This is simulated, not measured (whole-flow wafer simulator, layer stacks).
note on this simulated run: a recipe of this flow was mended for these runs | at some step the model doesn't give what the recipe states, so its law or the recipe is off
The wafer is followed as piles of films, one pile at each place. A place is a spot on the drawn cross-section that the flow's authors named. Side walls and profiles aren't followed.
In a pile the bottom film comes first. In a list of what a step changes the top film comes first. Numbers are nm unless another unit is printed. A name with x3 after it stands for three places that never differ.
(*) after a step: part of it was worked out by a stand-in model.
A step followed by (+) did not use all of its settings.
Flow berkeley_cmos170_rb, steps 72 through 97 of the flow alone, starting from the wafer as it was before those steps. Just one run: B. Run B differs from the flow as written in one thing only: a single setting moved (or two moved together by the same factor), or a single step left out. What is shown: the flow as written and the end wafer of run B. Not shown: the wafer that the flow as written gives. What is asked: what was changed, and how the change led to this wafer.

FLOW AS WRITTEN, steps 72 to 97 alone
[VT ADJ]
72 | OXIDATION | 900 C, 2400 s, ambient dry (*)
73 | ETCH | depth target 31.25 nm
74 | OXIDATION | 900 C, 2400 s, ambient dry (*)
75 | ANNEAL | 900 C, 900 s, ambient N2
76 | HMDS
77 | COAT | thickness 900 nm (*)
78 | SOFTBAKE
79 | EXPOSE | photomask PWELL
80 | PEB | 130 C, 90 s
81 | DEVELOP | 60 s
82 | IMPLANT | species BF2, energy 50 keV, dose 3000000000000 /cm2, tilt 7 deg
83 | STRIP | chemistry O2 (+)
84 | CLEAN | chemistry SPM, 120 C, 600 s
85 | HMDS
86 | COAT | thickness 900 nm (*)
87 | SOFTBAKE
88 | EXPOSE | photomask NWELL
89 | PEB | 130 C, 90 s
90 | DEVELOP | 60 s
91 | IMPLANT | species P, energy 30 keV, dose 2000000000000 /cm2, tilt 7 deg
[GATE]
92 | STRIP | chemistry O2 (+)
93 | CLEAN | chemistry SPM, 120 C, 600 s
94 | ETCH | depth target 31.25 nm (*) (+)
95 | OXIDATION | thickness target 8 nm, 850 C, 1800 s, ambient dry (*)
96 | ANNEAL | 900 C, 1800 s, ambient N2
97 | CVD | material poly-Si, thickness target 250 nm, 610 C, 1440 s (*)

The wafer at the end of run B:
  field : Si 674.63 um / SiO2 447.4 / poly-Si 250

The reason: step 73, ETCH: depth target 15.62 nm was run, whereas the flow has depth target 31.25 nm.

Step by step, how the change led to this:
  73 | ETCH | depth target 31.25 nm
      field: SiO2 loses 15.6 (as written it would have been: SiO2 loses 31.2)
